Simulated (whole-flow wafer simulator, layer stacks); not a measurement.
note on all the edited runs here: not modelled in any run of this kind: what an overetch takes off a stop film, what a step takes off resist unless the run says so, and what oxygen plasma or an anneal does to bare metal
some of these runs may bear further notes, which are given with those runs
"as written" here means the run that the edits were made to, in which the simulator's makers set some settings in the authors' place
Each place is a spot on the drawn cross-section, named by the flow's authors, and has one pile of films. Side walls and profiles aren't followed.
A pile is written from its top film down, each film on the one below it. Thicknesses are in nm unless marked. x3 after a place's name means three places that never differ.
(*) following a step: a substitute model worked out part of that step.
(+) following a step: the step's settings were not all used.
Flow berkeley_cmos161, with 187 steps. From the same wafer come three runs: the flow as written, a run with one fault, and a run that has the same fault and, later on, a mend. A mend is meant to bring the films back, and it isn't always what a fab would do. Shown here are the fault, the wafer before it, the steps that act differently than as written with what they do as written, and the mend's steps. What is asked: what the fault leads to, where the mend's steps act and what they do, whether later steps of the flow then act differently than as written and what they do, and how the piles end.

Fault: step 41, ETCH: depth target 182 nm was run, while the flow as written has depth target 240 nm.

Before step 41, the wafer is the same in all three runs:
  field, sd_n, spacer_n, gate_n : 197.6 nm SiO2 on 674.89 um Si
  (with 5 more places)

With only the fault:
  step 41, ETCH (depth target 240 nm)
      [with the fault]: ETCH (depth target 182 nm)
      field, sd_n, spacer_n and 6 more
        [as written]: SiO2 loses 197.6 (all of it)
        [with the fault]: SiO2 loses 182
  Steps further on in the flow that do not act as written (46 other steps are not shown; they differ only slightly, by no more than 2% or 0.5 nm, whichever is larger):
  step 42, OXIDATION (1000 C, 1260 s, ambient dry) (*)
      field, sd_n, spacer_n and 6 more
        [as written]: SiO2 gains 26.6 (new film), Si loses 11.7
        [with the fault]: SiO2 gains 21.9, Si loses 9.63
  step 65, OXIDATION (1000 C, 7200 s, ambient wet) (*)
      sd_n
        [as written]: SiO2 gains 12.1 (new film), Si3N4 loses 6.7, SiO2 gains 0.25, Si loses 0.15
        [with the fault]: SiO2 gains 12.1 (new film), Si3N4 loses 6.7, SiO2 gains 1.51, Si loses 0.66
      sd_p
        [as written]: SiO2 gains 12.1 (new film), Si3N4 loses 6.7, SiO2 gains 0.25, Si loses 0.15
        [with the fault]: SiO2 gains 12.1 (new film), Si3N4 loses 6.7, SiO2 gains 1.53, Si loses 0.67
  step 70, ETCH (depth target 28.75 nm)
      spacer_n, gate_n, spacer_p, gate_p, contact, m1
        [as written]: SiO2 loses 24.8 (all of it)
        [with the fault]: SiO2 loses 28.8
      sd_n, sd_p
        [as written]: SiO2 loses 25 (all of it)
        [with the fault]: SiO2 loses 28.8
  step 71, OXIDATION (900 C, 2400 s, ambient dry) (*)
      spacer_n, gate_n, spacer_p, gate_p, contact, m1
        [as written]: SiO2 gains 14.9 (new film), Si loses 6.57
        [with the fault]: SiO2 gains 12.6, Si loses 5.55
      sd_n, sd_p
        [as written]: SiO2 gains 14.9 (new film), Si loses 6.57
        [with the fault]: SiO2 gains 12.3, Si loses 5.4
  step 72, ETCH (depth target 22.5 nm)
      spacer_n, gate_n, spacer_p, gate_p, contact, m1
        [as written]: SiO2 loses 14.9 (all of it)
        [with the fault]: SiO2 loses 19.6 (all of it)
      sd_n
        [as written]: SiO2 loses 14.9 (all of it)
        [with the fault]: SiO2 loses 20.7 (all of it)
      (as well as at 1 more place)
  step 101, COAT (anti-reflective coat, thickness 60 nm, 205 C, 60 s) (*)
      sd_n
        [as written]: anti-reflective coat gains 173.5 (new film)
        [with the fault]: anti-reflective coat gains 177.9 (new film)
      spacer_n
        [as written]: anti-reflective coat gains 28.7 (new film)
        [with the fault]: anti-reflective coat gains 27.4 (new film)
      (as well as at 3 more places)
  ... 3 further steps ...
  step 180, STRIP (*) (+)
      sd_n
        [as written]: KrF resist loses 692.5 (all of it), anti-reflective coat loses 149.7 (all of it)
        [with the fault]: KrF resist loses 691.4 (all of it), anti-reflective coat loses 154.8 (all of it)
  The piles end only slightly different from the flow's at the places that both follow, by no more than 2% or 0.5 nm, whichever is larger.

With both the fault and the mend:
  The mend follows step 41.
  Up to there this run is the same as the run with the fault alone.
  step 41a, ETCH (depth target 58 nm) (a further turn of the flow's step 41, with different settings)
      field, sd_n, spacer_n and 6 more
        SiO2 loses 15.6 (all of it)
  None of the later steps of the flow acts differently than as written at any place that is followed.
  By the end, the piles equal the flow's at every place that both follow.
